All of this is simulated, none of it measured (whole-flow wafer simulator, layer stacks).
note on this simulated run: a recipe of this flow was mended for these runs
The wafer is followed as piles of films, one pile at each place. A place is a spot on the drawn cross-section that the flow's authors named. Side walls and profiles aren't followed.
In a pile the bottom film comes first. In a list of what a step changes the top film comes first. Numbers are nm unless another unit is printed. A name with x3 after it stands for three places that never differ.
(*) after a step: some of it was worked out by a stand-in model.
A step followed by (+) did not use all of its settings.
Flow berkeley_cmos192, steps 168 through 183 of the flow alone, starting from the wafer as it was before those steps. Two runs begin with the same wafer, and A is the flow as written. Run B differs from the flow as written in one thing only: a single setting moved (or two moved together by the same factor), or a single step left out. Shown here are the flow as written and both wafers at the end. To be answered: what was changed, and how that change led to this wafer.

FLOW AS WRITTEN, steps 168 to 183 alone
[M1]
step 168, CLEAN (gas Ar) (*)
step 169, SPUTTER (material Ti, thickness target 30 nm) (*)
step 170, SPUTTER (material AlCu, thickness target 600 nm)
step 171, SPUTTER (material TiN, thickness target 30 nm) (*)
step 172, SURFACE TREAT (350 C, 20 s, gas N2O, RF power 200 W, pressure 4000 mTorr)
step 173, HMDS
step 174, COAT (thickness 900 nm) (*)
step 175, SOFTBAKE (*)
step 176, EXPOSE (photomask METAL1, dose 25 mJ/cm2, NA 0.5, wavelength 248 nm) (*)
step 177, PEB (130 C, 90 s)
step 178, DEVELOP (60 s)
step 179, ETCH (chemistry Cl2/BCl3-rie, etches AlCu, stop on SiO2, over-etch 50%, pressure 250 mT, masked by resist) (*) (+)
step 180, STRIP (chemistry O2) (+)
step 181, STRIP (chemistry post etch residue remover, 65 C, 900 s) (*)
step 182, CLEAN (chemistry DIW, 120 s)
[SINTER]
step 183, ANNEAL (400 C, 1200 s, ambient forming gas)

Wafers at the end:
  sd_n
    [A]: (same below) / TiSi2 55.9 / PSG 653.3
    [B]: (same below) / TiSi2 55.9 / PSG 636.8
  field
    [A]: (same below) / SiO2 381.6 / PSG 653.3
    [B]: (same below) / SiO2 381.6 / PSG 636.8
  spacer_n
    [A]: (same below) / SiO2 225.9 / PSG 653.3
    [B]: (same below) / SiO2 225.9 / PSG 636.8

What caused this: step 179, ETCH: over-etch 70% was run, while the flow as written has over-etch 50%.

How this came from the change, step by step:
  step 179, ETCH (chemistry Cl2/BCl3-rie, etches AlCu, stop on SiO2, over-etch 50%, pressure 250 mT, masked by resist) (*) (+)
      field, sd_n, spacer_n, gate, spacer_p, gate_p: A -30 TiN (all of it), -600 AlCu (all of it), -30 Ti (all of it), -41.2 PSG | B -30 TiN (all of it), -600 AlCu (all of it), -30 Ti (all of it), -57.8 PSG
      contact, m1: A -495 KrF-resist | B -561 KrF-resist
      (as well as at 1 more place)
  step 180, STRIP (chemistry O2) (+)
      contact: A -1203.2 KrF-resist (all of it) | B -1137.2 KrF-resist (all of it)
      m1: A -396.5 KrF-resist (all of it) | B -330.5 KrF-resist (all of it)
